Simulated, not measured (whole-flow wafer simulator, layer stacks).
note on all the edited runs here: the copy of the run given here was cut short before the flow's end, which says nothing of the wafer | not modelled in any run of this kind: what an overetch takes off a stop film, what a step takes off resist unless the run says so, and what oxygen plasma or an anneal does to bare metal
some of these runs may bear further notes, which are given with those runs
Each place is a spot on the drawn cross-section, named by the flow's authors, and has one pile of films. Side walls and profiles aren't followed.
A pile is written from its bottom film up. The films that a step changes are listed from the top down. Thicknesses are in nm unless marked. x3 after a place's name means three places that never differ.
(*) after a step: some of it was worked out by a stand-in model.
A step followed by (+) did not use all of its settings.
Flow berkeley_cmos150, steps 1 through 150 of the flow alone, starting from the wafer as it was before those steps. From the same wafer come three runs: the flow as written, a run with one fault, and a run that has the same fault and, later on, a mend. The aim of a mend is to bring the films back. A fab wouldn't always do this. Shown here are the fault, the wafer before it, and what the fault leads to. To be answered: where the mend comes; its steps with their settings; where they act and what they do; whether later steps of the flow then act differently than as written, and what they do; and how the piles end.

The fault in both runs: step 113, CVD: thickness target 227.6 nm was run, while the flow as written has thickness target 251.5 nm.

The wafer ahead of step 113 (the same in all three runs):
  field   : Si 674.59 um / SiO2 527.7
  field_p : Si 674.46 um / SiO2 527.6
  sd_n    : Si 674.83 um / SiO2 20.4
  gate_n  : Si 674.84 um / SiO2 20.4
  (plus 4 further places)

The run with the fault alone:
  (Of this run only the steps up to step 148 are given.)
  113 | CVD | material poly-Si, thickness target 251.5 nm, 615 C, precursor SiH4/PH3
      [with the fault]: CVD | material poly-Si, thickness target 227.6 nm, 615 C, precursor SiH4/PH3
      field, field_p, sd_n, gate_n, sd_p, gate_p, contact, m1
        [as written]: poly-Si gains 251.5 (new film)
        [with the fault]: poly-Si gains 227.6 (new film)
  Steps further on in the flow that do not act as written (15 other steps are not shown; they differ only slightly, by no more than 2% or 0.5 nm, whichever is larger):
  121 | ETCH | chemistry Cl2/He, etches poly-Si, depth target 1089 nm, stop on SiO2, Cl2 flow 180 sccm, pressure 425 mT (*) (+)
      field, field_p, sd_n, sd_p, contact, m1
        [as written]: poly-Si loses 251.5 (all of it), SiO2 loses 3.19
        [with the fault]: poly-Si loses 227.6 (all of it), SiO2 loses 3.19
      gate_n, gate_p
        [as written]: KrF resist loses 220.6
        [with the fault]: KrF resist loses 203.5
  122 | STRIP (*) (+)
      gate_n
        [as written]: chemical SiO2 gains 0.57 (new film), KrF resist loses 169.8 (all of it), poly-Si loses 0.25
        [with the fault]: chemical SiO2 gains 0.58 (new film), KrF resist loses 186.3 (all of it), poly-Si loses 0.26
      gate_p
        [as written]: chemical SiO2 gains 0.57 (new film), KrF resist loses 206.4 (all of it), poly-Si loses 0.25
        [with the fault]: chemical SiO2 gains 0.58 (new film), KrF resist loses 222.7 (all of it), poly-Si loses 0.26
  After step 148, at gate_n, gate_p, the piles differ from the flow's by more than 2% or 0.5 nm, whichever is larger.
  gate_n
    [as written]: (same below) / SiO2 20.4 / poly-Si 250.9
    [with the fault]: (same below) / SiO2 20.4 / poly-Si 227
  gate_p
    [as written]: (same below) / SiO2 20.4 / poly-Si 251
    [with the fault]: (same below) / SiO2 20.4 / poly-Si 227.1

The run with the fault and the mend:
  The mend follows step 113.
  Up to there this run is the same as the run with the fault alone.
  113a | ETCH | chemistry tmah, depth target 261.7 nm
      field, field_p, sd_n, gate_n, sd_p, gate_p, contact, m1
        poly-Si loses 227.6 (all of it)
  113b | CLEAN | chemistry SPM, 600 s (*) (the flow's step 108, run once more)
      does not change any film at any place that is followed
  113c | CVD | material poly-Si, thickness target 251.5 nm, 615 C, precursor SiH4/PH3 (the flow's step 113, run once more)
      field, field_p, sd_n, gate_n, sd_p, gate_p, contact, m1
        poly-Si gains 251.5 (new film)
  None of the later steps of the flow acts differently than as written at any place that is followed.
  The piles end the same as the flow's at every place that both follow.
